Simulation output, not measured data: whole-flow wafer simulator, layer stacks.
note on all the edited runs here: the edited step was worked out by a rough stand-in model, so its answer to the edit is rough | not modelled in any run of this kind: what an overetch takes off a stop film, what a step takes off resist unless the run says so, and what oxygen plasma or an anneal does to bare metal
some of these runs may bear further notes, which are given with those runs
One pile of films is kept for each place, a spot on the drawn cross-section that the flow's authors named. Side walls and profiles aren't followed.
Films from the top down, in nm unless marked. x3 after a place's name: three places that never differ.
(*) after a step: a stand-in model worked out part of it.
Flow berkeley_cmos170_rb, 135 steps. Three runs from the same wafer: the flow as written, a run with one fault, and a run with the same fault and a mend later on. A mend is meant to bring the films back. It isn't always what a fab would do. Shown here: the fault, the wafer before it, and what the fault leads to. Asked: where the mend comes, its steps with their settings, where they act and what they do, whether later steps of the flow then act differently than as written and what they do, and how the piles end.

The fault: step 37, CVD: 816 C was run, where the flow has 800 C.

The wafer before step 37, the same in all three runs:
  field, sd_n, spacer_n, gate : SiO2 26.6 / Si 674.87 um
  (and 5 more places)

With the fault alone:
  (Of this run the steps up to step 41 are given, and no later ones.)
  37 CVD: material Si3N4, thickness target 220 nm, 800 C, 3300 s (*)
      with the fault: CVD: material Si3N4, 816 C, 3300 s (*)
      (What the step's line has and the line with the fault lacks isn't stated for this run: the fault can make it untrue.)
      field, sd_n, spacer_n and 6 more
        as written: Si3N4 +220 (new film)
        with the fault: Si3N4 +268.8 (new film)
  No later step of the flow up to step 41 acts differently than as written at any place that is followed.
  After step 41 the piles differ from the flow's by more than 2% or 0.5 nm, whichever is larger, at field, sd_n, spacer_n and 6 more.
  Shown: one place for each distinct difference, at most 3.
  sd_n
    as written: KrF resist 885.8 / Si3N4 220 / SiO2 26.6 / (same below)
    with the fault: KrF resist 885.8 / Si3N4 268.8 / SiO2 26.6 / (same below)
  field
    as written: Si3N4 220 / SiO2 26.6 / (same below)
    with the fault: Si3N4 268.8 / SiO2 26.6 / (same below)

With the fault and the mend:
  The mend comes after step 37.
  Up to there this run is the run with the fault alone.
  37a ETCH: chemistry h3po4, depth target 48.82 nm (the flow's step 30 once more, with other settings)
      field, sd_n, spacer_n and 6 more
        Si3N4 -48.8
  No later step of the flow acts differently than as written at any place that is followed.
  At the end the piles are the same as the flow's at every place that both follow.
